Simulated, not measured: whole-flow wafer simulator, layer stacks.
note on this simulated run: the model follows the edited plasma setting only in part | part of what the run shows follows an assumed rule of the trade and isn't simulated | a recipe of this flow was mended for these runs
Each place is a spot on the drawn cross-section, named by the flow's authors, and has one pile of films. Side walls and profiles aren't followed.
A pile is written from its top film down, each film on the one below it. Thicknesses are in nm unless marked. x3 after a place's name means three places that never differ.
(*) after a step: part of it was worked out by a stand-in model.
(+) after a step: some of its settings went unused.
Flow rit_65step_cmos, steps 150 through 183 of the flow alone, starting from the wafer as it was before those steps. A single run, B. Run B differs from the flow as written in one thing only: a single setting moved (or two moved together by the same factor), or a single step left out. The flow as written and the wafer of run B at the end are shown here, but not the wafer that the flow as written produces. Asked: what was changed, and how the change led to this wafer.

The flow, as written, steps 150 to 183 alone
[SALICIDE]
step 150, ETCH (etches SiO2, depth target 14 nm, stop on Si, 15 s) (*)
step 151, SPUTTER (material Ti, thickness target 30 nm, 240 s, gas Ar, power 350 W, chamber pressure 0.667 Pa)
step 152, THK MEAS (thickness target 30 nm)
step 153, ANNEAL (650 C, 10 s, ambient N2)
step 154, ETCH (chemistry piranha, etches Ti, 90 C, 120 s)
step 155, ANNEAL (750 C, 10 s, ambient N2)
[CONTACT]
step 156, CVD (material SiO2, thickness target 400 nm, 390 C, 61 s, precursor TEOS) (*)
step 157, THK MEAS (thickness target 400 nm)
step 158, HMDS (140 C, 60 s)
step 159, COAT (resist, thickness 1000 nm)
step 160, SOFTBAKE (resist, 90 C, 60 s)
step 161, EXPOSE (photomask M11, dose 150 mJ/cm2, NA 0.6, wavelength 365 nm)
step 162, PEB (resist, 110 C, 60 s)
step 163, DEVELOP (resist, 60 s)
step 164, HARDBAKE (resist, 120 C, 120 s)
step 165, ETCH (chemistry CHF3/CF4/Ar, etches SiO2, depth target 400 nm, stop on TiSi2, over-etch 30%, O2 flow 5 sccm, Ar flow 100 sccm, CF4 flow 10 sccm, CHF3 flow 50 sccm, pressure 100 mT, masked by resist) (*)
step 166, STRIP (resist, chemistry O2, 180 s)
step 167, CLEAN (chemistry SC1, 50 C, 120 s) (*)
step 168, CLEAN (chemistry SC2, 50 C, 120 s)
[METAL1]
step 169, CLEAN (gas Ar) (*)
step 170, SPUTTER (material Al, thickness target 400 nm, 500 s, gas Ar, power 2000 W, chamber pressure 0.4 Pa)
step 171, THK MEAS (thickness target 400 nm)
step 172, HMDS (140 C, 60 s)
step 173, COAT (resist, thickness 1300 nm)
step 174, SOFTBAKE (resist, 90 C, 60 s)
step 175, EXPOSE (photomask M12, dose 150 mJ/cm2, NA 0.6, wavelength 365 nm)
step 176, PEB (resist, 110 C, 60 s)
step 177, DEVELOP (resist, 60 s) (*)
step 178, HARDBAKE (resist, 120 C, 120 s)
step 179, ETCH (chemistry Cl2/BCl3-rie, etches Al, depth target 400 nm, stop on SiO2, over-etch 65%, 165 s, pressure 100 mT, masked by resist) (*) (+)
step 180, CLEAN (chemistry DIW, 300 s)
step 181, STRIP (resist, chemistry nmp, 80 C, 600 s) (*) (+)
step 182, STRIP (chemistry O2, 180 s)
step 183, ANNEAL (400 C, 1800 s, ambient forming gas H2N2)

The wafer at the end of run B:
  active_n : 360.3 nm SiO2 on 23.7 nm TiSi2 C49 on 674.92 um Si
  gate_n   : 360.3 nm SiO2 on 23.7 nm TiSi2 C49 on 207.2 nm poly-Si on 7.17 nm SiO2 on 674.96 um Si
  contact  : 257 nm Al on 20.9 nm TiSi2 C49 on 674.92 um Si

Cause: step 151, SPUTTER: power 140 W was run, though the flow has power 350 W.

Step by step, how the change led to this:
  step 151, SPUTTER (material Ti, thickness target 30 nm, 240 s, gas Ar, power 350 W, chamber pressure 0.667 Pa)
      field, field_pw, field_nw and 11 more: +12 Ti (new film) (it would be, as written: +30 Ti (new film))
  step 153, ANNEAL (650 C, 10 s, ambient N2)
      active_n, active_p, sd_n, sd_p, contact, m1: -9.36 Ti, +23.8 TiSi2 C49 (new film), -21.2 Si (it would be, as written: -23.4 Ti, +15 TiSi first (new film), +37.2 TiSi2 C49 (new film), -43.1 Si)
      gate_n, gate_p: -9.36 Ti, +23.8 TiSi2 C49 (new film), -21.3 poly-Si (it would be, as written: -23.4 Ti, +15 TiSi first (new film), +37.2 TiSi2 C49 (new film), -43.3 poly-Si)
  step 154, ETCH (chemistry piranha, etches Ti, 90 C, 120 s)
      active_n, active_p, gate_n, gate_p, sd_n, sd_p, contact, m1: -2.64 Ti (all of it), -0.11 TiSi2 C49 (it would be, as written: -6.6 Ti (all of it), -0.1 TiSi first)
      field, field_pw, field_nw, field_p, spacer, spacer_p: -12 Ti (all of it) (it would be, as written: -30 Ti (all of it))
  step 155, ANNEAL (750 C, 10 s, ambient N2)
      active_n, active_p, sd_n, sd_p, contact, m1: nothing (it would be, as written: +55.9 TiSi2 (new film), -14.9 TiSi first (all of it), -37.2 TiSi2 C49 (all of it), -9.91 Si)
      gate_n, gate_p: nothing (it would be, as written: +55.9 TiSi2 (new film), -14.9 TiSi first (all of it), -37.2 TiSi2 C49 (all of it), -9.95 poly-Si)
  step 165, ETCH (chemistry CHF3/CF4/Ar, etches SiO2, depth target 400 nm, stop on TiSi2, over-etch 30%, O2 flow 5 sccm, Ar flow 100 sccm, CF4 flow 10 sccm, CHF3 flow 50 sccm, pressure 100 mT, masked by resist) (*)
      contact: -400 SiO2 (all of it) (it would be, as written: -400 SiO2 (all of it), -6 TiSi2)
  step 169, CLEAN (gas Ar) (*)
      contact: -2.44 TiSi2 C49 (it would be, as written: -2.31 TiSi2)
